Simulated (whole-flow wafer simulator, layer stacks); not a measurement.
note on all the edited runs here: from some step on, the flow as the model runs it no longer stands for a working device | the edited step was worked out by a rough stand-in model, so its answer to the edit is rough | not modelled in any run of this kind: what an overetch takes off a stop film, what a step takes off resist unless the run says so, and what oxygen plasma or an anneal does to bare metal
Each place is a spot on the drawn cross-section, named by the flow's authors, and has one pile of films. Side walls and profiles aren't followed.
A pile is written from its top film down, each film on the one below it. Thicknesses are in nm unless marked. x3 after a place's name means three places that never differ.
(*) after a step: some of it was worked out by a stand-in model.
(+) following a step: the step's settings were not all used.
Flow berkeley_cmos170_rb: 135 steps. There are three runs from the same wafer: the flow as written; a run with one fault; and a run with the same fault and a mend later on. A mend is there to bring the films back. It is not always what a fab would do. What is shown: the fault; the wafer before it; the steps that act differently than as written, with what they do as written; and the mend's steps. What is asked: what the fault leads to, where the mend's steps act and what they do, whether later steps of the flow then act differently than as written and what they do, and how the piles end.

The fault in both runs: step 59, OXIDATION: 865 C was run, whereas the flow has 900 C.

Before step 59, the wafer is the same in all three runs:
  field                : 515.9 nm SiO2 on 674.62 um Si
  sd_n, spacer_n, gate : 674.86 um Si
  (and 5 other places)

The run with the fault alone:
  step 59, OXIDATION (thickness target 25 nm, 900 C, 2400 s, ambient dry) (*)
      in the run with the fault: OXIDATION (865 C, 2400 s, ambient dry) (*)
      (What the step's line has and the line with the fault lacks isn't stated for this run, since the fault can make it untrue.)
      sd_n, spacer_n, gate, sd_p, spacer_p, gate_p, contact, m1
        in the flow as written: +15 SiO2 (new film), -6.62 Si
        in the run with the fault: +10.5 SiO2 (new film), -4.63 Si
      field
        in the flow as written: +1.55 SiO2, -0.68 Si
        in the run with the fault: +0.81 SiO2, -0.36 Si
  Later steps of the flow acting differently than as written (30 other steps are not shown; they differ only slightly, by no more than 2% or 0.5 nm, whichever is larger):
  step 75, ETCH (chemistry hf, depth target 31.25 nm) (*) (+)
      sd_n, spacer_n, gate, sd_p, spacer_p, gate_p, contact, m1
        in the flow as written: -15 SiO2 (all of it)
        in the run with the fault: -10.5 SiO2 (all of it)
  The piles end only slightly different from the flow's at the places that both follow, by no more than 2% or 0.5 nm, whichever is larger.

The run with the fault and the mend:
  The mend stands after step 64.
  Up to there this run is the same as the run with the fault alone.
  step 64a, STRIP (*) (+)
      sd_p
        -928 KrF resist (all of it)
      spacer_p
        -911.2 KrF resist (all of it)
      gate_p
        -910.3 KrF resist (all of it)
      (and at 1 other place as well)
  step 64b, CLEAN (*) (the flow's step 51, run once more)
      does not change any film at any place that is followed
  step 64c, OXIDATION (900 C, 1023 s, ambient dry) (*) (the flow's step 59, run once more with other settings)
      sd_n, spacer_n, gate, sd_p, spacer_p, gate_p, contact, m1
        +4.51 SiO2, -1.99 Si
      field
        +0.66 SiO2, -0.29 Si
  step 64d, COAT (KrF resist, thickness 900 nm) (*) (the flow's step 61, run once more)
      field
        +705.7 KrF resist (new film)
      sd_n
        +957.4 KrF resist (new film)
      spacer_n
        +924.9 KrF resist (new film)
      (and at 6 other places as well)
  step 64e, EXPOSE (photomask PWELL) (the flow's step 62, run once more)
      does not change any film at any place that is followed
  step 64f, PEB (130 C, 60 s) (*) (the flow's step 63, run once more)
      does not change any film at any place that is followed
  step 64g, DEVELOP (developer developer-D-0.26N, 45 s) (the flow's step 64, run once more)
      sd_p, spacer_p, gate_p, m1
        -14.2 KrF resist
      field
        -705.7 KrF resist (all of it)
      sd_n
        -957.4 KrF resist (all of it)
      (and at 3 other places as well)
  None of the later steps of the flow differs from how it acts as written, at any place that is followed, by more than 2% or 0.5 nm, whichever is larger.
  The piles end only slightly different from the flow's at the places that both follow, by no more than 2% or 0.5 nm, whichever is larger.
